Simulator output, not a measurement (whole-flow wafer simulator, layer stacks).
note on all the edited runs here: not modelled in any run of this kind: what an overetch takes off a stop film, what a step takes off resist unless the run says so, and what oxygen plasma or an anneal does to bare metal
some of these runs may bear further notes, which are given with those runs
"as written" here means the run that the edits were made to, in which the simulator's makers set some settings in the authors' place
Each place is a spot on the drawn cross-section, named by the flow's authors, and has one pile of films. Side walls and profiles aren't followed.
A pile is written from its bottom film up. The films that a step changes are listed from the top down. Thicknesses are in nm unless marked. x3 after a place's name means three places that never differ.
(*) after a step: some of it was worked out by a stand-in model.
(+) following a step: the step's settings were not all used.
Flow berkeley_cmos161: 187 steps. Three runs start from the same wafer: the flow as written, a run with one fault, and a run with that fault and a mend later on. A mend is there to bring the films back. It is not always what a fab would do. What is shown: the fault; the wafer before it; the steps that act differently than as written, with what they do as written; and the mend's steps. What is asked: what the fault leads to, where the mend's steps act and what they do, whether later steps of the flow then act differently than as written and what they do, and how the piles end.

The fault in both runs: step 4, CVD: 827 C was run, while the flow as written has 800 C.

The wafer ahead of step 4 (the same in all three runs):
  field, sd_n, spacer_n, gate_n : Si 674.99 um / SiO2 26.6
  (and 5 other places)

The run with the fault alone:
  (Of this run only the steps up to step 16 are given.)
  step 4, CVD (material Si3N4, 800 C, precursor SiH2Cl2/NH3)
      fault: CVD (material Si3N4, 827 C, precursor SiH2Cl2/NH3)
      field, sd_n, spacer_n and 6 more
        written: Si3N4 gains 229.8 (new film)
        fault: Si3N4 gains 291.4 (new film)
  Steps later in the flow that act otherwise than as written (not shown: 1 more step that differs only slightly, by at most 2% or 0.5 nm, whichever is larger):
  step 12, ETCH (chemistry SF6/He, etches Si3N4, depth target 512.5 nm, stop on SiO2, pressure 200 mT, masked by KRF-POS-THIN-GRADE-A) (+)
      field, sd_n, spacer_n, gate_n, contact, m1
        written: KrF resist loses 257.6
        fault: KrF resist loses 324.6
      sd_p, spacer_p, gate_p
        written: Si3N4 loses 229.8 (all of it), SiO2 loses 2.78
        fault: Si3N4 loses 291.4 (all of it), SiO2 loses 2.78
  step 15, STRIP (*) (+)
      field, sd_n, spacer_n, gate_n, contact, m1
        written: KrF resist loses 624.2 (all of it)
        fault: KrF resist loses 557.4 (all of it)
  After step 16, at field, sd_n, spacer_n, gate_n, contact, m1, the piles differ from the flow's by more than 2% or 0.5 nm, whichever is larger.
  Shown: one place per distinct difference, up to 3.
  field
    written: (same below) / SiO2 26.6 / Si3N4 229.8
    fault: (same below) / SiO2 26.6 / Si3N4 291.4

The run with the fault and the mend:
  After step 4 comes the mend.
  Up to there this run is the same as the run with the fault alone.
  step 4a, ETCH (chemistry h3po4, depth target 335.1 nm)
      field, sd_n, spacer_n and 6 more
        Si3N4 loses 291.4 (all of it)
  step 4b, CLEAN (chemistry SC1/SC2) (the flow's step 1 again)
      leaves every film unchanged at each place that is followed
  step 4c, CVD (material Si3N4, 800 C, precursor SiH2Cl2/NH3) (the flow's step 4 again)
      field, sd_n, spacer_n and 6 more
        Si3N4 gains 229.8 (new film)
  Later steps of the flow that are run all act as written at every place that is followed.
  At every place that both follow, the piles at the end match the flow's.
